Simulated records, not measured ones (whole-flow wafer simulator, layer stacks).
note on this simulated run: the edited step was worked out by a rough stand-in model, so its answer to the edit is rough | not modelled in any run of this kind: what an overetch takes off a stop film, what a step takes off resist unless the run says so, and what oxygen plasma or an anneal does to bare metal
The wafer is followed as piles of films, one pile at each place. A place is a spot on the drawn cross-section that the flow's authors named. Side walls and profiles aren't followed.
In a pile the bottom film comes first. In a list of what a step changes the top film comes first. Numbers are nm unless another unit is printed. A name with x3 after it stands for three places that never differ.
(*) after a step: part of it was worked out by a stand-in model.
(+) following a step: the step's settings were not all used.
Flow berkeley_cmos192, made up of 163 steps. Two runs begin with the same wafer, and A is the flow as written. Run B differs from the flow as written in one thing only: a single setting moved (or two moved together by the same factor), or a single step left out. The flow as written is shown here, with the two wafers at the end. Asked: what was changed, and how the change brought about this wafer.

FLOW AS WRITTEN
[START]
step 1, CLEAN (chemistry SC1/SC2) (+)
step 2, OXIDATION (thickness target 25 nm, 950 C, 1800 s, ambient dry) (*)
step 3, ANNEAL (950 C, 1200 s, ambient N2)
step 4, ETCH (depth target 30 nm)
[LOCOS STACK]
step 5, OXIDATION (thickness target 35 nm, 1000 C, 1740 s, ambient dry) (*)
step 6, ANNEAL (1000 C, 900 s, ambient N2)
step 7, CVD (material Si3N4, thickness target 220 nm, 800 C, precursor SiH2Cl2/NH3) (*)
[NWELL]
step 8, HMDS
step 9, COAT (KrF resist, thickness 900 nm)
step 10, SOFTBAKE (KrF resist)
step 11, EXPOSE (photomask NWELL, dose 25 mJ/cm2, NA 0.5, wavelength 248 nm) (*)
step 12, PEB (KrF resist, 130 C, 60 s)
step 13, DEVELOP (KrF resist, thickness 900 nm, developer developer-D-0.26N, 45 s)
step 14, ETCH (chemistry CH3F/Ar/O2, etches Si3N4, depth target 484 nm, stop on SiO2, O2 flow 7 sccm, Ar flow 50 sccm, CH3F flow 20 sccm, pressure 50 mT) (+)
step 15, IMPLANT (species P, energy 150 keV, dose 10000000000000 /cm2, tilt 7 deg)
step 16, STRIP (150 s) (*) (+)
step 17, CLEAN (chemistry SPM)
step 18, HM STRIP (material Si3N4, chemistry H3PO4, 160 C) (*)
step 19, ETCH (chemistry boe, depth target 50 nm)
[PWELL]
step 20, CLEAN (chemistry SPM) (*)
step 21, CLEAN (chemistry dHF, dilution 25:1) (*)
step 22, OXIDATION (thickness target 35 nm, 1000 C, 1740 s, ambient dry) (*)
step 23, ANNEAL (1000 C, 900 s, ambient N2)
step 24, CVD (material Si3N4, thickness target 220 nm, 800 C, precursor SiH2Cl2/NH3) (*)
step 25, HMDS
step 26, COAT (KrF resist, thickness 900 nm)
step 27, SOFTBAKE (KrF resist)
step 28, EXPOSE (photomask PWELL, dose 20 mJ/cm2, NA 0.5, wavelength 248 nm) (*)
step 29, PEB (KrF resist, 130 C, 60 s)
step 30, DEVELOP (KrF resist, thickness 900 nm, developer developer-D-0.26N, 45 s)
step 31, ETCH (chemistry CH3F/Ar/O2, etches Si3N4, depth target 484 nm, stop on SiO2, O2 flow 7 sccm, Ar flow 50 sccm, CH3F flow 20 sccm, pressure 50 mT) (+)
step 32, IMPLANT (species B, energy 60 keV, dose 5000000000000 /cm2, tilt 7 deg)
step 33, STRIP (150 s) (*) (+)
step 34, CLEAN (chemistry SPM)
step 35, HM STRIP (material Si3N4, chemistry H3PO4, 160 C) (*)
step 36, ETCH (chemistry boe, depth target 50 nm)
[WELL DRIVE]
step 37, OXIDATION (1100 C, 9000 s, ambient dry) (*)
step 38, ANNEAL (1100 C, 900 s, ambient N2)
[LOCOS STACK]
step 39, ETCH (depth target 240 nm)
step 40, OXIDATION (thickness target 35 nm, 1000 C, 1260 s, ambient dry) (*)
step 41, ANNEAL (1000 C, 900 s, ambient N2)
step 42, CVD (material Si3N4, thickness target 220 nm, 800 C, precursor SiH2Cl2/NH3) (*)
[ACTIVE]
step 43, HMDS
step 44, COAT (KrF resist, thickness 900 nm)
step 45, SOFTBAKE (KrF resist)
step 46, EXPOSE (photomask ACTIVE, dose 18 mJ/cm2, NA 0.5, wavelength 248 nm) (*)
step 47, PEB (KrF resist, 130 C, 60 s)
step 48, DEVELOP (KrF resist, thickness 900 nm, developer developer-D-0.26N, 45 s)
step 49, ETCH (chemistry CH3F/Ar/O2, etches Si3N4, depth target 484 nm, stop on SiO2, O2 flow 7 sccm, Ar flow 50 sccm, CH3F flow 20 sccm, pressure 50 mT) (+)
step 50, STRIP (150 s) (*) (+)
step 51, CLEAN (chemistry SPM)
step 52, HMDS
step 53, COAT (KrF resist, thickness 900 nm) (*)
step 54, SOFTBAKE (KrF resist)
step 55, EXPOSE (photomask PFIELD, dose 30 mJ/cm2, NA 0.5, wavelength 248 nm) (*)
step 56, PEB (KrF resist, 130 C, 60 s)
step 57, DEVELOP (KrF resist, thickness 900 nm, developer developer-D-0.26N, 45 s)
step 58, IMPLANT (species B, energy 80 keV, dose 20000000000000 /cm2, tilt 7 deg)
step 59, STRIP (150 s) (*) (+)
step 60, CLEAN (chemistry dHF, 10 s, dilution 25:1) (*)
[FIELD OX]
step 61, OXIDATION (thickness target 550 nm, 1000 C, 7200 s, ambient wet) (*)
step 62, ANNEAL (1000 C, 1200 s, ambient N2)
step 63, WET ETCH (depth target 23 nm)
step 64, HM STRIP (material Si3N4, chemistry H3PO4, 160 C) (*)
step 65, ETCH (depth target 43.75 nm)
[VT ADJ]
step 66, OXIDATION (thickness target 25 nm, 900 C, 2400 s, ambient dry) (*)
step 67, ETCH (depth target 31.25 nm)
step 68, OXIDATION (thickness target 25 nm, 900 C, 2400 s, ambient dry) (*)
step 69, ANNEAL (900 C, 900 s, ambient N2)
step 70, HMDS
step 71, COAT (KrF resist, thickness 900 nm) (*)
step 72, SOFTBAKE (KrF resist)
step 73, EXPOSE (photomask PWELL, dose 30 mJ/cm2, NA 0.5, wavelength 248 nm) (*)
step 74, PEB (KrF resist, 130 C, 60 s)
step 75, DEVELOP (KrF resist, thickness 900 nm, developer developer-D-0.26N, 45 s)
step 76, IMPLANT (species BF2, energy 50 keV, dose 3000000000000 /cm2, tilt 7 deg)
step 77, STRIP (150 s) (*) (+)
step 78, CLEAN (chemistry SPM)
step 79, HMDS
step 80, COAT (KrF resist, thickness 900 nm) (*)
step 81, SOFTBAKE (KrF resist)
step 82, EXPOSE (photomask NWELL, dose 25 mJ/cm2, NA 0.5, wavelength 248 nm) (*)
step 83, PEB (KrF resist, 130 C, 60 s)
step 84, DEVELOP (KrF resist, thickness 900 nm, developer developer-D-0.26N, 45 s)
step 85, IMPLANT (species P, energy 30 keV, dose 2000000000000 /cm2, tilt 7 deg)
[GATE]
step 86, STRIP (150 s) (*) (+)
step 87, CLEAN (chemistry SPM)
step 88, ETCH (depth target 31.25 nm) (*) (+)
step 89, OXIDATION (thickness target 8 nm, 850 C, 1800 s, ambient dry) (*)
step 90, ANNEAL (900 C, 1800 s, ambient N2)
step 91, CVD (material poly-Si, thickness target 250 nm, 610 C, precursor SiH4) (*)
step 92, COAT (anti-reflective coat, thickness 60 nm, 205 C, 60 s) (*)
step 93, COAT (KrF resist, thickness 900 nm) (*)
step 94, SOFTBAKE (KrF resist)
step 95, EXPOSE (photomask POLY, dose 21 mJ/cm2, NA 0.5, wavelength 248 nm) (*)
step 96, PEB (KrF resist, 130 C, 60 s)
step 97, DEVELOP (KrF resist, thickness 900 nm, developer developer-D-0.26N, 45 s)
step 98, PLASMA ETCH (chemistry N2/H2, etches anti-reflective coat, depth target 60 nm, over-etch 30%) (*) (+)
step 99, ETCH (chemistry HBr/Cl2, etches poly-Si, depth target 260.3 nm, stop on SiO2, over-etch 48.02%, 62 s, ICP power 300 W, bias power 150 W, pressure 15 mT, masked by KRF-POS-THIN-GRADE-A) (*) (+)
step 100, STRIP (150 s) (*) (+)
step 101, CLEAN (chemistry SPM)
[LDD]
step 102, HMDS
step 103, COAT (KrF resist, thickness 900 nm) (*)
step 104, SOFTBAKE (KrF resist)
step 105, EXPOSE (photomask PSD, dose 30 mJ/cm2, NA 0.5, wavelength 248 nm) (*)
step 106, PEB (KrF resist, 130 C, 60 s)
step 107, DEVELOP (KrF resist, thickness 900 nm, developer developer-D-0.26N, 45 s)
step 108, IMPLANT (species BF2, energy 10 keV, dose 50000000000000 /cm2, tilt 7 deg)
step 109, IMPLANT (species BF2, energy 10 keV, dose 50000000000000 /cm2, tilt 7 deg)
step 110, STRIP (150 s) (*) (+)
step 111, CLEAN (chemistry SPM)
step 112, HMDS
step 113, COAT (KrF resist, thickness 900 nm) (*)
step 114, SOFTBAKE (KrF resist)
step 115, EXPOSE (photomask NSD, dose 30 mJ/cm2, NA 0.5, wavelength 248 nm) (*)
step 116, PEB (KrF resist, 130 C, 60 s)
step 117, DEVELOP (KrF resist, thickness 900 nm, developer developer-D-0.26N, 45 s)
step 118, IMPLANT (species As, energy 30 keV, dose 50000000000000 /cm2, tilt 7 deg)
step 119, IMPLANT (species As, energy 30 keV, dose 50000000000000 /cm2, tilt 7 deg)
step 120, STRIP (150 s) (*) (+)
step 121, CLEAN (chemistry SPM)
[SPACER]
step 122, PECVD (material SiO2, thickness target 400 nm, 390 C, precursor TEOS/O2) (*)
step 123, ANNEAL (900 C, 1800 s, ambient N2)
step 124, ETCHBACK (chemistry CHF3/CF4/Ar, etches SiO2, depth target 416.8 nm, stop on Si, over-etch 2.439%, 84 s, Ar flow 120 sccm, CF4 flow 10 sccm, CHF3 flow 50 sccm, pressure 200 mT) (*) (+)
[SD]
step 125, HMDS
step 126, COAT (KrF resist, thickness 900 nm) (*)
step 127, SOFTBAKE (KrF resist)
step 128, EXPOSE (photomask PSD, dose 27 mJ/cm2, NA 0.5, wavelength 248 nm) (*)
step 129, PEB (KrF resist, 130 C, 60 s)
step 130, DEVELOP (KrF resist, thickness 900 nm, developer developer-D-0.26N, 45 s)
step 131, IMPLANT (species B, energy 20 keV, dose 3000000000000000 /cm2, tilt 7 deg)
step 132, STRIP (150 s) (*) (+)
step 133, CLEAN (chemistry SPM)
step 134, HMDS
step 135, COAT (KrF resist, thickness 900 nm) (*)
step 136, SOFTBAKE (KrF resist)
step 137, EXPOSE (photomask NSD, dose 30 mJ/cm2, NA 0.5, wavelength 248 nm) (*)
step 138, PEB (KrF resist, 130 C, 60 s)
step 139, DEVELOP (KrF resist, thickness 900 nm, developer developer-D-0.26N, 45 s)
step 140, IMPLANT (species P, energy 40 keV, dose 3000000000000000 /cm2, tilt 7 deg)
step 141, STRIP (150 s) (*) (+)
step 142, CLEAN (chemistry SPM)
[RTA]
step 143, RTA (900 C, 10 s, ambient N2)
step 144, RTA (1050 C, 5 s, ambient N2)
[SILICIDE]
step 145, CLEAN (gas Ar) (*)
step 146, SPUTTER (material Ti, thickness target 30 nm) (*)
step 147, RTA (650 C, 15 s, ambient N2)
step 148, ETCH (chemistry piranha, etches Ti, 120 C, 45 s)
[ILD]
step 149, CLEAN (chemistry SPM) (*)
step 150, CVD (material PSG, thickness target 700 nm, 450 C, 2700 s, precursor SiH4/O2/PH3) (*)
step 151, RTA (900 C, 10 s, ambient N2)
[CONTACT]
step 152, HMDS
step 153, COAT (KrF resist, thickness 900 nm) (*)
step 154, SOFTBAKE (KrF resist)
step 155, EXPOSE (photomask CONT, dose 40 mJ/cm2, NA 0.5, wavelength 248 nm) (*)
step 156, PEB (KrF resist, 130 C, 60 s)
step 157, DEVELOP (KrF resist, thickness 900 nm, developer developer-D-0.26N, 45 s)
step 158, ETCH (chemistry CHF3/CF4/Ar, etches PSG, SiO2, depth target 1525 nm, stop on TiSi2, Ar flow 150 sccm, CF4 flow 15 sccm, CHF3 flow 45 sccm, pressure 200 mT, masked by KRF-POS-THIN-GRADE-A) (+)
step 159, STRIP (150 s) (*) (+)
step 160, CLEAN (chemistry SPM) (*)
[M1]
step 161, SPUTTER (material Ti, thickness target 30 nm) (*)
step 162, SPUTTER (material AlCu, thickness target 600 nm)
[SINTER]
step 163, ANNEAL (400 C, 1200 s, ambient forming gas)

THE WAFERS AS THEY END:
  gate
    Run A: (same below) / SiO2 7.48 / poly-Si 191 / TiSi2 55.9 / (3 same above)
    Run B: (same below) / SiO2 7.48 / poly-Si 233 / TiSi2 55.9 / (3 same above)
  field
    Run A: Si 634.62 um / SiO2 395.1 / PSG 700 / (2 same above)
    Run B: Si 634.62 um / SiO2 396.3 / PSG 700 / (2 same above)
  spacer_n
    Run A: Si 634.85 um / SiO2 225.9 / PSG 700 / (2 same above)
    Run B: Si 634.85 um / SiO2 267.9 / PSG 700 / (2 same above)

The reason: step 91, CVD: thickness target 292 nm was run, while the flow as written has thickness target 250 nm.

The path from the change to this, step by step:
  step 91, CVD (material poly-Si, thickness target 250 nm, 610 C, precursor SiH4) (*)
      field, sd_n, spacer_n and 6 more: A +250 poly-Si (new film) | B +292 poly-Si (new film)
  step 99, ETCH (chemistry HBr/Cl2, etches poly-Si, depth target 260.3 nm, stop on SiO2, over-etch 48.02%, 62 s, ICP power 300 W, bias power 150 W, pressure 15 mT, masked by KRF-POS-THIN-GRADE-A) (*) (+)
      spacer_n, spacer_p: A -245.8 poly-Si (all of it), -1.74 SiO2 | B -287.7 poly-Si (all of it), -0.49 SiO2
      field: A -245.8 poly-Si (all of it), -1.74 SiO2 | B -287.8 poly-Si (all of it), -0.49 SiO2
      (and at 4 other places as well)
  step 103, COAT (KrF resist, thickness 900 nm) (*)
      gate: A +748 KrF resist (new film) | B +712.9 KrF resist (new film)
      gate_p: A +744.1 KrF resist (new film) | B +709 KrF resist (new film)
  step 107, DEVELOP (KrF resist, thickness 900 nm, developer developer-D-0.26N, 45 s)
      gate_p: A -742.9 KrF resist (all of it) | B -708 KrF resist (all of it)
  step 110, STRIP (150 s) (*) (+)
      gate: A -732.7 KrF resist (all of it), +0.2 chemical SiO2, -0.09 poly-Si | B -697.7 KrF resist (all of it), +0.2 chemical SiO2, -0.09 poly-Si
  step 113, COAT (KrF resist, thickness 900 nm) (*)
      gate: A +747.9 KrF resist (new film) | B +712.9 KrF resist (new film)
      gate_p: A +743.9 KrF resist (new film) | B +708.9 KrF resist (new film)
  step 117, DEVELOP (KrF resist, thickness 900 nm, developer developer-D-0.26N, 45 s)
      gate: A -746.8 KrF resist (all of it) | B -711.8 KrF resist (all of it)
  step 120, STRIP (150 s) (*) (+)
      gate_p: A -728.6 KrF resist (all of it), +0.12 chemical SiO2, -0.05 poly-Si | B -693.6 KrF resist (all of it), +0.12 chemical SiO2, -0.05 poly-Si
  step 124, ETCHBACK (chemistry CHF3/CF4/Ar, etches SiO2, depth target 416.8 nm, stop on Si, over-etch 2.439%, 84 s, Ar flow 120 sccm, CF4 flow 10 sccm, CHF3 flow 50 sccm, pressure 200 mT) (*) (+)
      spacer_n: A -160 SiO2 | B -119.2 SiO2
      spacer_p: A -159.9 SiO2 | B -119.2 SiO2
  step 126, COAT (KrF resist, thickness 900 nm) (*)
      spacer_n: A +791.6 KrF resist (new film) | B +760.8 KrF resist (new film)
      gate: A +771.5 KrF resist (new film) | B +741.4 KrF resist (new film)
      (and at 2 other places as well)
  step 130, DEVELOP (KrF resist, thickness 900 nm, developer developer-D-0.26N, 45 s)
      spacer_p: A -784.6 KrF resist (all of it) | B -754 KrF resist (all of it)
      gate_p: A -764.3 KrF resist (all of it) | B -734.4 KrF resist (all of it)
  step 132, STRIP (150 s) (*) (+)
      spacer_n: A -776.1 KrF resist (all of it) | B -745.4 KrF resist (all of it)
      gate: A +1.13 chemical SiO2 (new film), -756.1 KrF resist (all of it), -0.5 poly-Si | B +1.13 chemical SiO2 (new film), -726.1 KrF resist (all of it), -0.5 poly-Si
  step 135, COAT (KrF resist, thickness 900 nm) (*)
      spacer_n: A +791.1 KrF resist (new film) | B +761.1 KrF resist (new film)
      gate: A +770.3 KrF resist (new film) | B +741.1 KrF resist (new film)
      (and at 2 other places as well)
  step 139, DEVELOP (KrF resist, thickness 900 nm, developer developer-D-0.26N, 45 s)
      spacer_n: A -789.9 KrF resist (all of it) | B -759.9 KrF resist (all of it)
      gate: A -769.1 KrF resist (all of it) | B -739.9 KrF resist (all of it)
  step 141, STRIP (150 s) (*) (+)
      spacer_p: A -770.2 KrF resist (all of it) | B -740.1 KrF resist (all of it)
      gate_p: A -749.1 KrF resist (all of it), +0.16 chemical SiO2 | B -719.8 KrF resist (all of it), +0.16 chemical SiO2
  step 153, COAT (KrF resist, thickness 900 nm) (*)
      spacer_n: A +829.8 KrF resist (new film) | B +806.9 KrF resist (new film)
      gate: A +809.7 KrF resist (new film) | B +789.2 KrF resist (new film)
      (and at 2 other places as well)
  step 159, STRIP (150 s) (*) (+)
      spacer_n: A -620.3 KrF resist (all of it) | B -597.4 KrF resist (all of it)
      gate: A -600.1 KrF resist (all of it) | B -579.7 KrF resist (all of it)
      (and at 2 other places as well)
